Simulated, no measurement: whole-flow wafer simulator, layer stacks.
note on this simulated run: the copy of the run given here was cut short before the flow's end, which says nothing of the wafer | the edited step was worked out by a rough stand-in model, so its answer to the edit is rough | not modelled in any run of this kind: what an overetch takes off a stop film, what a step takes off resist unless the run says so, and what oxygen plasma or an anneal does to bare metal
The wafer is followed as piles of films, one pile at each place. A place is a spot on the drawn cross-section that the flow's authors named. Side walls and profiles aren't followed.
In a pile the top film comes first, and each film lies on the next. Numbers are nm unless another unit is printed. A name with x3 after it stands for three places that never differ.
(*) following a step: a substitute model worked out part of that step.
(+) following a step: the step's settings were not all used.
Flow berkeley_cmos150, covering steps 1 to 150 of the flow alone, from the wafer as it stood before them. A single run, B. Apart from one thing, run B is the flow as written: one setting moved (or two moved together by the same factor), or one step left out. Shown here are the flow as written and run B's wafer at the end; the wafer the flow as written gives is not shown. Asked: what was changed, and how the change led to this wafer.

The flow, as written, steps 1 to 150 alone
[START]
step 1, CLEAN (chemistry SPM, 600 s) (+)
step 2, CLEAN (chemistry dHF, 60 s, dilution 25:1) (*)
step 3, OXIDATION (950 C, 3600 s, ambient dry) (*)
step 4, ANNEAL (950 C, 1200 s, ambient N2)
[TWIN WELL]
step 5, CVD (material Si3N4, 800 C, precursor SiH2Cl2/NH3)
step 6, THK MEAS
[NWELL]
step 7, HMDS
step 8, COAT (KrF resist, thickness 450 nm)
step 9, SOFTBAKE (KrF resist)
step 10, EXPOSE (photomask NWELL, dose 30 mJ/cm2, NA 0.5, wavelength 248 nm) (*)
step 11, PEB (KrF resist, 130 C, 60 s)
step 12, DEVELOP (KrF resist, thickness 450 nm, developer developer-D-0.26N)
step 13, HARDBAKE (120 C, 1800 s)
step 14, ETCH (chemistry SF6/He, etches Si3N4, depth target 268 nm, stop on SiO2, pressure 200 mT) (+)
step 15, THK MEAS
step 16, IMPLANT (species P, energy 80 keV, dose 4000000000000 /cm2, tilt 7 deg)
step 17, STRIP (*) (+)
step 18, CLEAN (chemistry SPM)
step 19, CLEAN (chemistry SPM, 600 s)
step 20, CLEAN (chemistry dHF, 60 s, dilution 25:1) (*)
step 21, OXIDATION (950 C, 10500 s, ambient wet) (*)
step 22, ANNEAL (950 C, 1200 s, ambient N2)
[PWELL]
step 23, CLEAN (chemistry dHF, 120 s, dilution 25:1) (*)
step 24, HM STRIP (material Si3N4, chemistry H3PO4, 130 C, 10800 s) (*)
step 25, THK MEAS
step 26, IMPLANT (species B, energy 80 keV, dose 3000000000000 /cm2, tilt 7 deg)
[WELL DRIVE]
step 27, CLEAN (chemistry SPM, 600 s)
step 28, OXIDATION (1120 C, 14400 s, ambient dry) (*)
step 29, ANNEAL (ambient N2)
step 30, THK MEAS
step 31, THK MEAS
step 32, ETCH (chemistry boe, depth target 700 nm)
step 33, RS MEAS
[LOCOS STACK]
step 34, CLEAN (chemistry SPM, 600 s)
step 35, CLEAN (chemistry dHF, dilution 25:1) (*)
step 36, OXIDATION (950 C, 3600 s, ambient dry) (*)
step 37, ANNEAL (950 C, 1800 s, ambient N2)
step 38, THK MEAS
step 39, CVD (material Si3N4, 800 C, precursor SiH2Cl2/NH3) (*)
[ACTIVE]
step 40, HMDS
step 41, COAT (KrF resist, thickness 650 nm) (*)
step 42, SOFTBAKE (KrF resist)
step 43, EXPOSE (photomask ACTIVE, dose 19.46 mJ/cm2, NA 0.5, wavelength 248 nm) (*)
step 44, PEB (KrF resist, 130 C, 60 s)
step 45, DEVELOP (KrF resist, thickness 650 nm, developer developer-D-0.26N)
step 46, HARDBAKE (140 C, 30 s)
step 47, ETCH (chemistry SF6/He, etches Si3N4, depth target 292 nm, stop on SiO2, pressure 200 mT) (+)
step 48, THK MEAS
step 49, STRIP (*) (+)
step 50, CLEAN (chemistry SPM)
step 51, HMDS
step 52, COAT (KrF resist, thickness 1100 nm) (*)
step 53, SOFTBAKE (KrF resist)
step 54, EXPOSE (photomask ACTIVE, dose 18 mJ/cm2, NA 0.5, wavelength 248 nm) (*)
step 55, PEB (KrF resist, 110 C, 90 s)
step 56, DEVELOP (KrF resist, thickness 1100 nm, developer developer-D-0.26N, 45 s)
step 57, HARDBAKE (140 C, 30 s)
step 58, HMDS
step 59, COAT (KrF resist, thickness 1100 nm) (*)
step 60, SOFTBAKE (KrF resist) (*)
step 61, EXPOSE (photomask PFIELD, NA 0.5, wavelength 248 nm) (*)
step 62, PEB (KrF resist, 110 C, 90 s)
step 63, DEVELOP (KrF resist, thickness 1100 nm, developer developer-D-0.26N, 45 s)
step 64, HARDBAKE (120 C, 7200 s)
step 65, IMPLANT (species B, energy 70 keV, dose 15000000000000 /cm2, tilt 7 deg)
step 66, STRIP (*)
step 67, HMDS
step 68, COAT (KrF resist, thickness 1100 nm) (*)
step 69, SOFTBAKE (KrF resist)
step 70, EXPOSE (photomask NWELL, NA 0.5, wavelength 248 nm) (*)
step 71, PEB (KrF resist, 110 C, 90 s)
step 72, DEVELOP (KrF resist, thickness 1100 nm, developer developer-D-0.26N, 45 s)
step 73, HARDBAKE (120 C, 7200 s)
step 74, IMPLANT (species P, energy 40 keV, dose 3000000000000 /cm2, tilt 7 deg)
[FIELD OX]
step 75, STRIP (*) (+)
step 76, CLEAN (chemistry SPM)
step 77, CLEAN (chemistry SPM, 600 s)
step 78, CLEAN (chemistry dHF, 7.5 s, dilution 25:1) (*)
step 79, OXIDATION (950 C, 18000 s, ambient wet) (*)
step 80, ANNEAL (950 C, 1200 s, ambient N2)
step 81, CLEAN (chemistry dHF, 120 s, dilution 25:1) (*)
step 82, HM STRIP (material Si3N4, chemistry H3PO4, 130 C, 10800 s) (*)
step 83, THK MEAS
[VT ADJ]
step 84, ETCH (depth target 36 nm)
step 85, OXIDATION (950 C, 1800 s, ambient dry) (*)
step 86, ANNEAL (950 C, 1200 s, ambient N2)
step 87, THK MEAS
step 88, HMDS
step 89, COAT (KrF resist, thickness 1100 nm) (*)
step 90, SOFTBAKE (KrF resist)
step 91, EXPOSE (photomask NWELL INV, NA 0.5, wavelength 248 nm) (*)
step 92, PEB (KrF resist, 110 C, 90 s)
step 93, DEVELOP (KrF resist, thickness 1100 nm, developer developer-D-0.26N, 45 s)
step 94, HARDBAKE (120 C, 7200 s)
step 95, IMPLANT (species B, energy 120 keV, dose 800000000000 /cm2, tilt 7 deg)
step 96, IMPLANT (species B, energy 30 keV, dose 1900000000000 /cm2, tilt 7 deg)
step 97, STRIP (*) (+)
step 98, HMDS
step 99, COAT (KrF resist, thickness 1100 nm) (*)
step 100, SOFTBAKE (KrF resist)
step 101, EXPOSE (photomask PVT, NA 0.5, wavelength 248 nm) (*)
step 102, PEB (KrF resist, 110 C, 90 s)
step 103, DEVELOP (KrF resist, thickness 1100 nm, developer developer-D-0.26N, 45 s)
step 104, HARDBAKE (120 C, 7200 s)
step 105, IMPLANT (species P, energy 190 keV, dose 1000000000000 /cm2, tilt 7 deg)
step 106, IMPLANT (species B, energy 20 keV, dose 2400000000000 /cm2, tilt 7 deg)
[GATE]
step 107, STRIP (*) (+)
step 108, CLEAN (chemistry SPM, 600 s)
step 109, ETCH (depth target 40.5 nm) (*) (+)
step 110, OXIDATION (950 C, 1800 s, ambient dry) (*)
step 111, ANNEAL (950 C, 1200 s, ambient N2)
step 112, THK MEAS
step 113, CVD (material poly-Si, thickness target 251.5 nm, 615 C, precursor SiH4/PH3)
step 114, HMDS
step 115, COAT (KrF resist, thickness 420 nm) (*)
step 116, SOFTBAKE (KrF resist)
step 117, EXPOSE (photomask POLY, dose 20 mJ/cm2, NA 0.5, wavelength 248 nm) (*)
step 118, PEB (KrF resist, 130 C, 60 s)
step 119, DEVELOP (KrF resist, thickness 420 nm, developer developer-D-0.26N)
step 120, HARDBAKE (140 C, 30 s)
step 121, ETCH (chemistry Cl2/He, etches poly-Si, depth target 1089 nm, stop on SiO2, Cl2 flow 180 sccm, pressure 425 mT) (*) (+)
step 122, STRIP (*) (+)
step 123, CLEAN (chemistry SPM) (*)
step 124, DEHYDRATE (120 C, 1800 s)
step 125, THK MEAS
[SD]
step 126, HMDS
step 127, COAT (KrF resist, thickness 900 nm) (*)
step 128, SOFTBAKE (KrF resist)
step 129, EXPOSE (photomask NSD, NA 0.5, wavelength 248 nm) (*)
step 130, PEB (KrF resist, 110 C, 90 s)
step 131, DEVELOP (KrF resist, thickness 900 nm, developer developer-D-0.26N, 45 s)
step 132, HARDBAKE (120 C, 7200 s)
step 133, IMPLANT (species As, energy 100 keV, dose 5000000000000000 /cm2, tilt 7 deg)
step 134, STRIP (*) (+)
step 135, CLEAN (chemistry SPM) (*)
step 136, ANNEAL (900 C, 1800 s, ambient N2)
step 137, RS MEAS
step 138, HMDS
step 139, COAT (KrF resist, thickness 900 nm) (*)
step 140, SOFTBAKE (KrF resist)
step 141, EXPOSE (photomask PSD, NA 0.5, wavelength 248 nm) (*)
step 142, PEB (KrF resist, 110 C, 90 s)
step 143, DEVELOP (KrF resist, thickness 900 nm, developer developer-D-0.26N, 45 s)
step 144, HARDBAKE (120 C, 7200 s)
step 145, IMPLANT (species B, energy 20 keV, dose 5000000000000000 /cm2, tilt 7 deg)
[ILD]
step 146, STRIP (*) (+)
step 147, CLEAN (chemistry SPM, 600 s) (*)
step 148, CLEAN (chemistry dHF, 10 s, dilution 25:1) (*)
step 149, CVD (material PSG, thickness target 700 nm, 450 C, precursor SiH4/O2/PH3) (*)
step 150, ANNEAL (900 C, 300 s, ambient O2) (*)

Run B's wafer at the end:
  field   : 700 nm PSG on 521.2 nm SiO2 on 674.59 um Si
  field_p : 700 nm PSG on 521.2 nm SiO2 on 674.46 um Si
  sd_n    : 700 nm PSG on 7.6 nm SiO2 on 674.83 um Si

What caused this: step 110, OXIDATION: 902 C was run, whereas the flow has 950 C.

Step by step, how the change led to this:
  step 110, OXIDATION (950 C, 1800 s, ambient dry) (*)
      sd_n, gate_n, sd_p, gate_p, contact, m1: +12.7 SiO2 (new film), -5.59 Si (as written it would have been: +20.4 SiO2 (new film), -8.98 Si)
      field, field_p: +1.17 SiO2, -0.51 Si (as written it would have been: +2.49 SiO2, -1.09 Si)
